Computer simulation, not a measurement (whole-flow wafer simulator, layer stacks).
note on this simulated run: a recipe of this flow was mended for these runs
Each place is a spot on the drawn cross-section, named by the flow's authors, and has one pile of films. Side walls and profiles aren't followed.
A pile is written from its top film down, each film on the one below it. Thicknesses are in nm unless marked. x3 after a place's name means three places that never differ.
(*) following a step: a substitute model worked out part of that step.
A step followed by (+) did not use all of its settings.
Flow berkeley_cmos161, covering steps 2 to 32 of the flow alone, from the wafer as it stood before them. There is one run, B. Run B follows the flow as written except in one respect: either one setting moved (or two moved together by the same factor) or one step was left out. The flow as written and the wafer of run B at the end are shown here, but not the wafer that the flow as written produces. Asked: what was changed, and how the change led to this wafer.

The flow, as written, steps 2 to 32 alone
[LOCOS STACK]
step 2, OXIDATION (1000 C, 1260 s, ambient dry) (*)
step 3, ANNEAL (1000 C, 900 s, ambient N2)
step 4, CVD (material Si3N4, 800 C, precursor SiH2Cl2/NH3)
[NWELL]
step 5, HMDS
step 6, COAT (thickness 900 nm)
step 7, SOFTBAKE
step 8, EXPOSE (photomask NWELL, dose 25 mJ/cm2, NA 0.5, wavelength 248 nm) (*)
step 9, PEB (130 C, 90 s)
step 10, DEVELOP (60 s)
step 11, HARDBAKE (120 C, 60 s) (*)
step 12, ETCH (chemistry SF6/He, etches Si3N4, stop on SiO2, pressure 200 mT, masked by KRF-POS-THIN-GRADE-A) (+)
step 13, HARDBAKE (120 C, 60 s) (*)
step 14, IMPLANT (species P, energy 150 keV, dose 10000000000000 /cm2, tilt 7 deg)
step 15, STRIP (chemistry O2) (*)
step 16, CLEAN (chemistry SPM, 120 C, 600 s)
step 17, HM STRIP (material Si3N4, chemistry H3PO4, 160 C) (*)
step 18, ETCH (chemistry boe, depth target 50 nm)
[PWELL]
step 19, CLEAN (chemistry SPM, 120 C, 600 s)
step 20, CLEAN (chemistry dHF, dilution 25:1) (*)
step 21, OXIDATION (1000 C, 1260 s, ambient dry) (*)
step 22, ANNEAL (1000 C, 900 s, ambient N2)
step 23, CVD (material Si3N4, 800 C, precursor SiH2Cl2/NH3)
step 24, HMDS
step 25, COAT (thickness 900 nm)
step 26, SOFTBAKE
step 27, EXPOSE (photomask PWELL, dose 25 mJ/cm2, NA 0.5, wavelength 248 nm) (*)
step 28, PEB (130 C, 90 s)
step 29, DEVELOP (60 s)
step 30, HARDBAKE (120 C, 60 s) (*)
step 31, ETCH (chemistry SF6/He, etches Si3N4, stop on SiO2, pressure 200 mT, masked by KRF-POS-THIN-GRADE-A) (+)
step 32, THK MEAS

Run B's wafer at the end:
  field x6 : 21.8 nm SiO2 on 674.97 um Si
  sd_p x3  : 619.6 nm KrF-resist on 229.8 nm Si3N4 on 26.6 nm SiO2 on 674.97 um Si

Cause: step 2, OXIDATION: 3780 s was run, whereas the flow has 1260 s.

The path from the change to this, step by step:
  step 2, OXIDATION (1000 C, 1260 s, ambient dry) (*)
      field x6, sd_p x3: +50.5 SiO2 (new film), -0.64 chemical SiO2 (all of it), -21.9 Si (in the flow as written it would be: +26.6 SiO2 (new film), -0.64 chemical SiO2 (all of it), -11.4 Si)
  step 18, ETCH (chemistry boe, depth target 50 nm)
      field x6: -46.2 SiO2 (all of it) (in the flow as written it would be: -22.3 SiO2 (all of it))
      sd_p x3: -33.1 SiO2 (all of it) (in the flow as written it would be: -9.27 SiO2 (all of it))
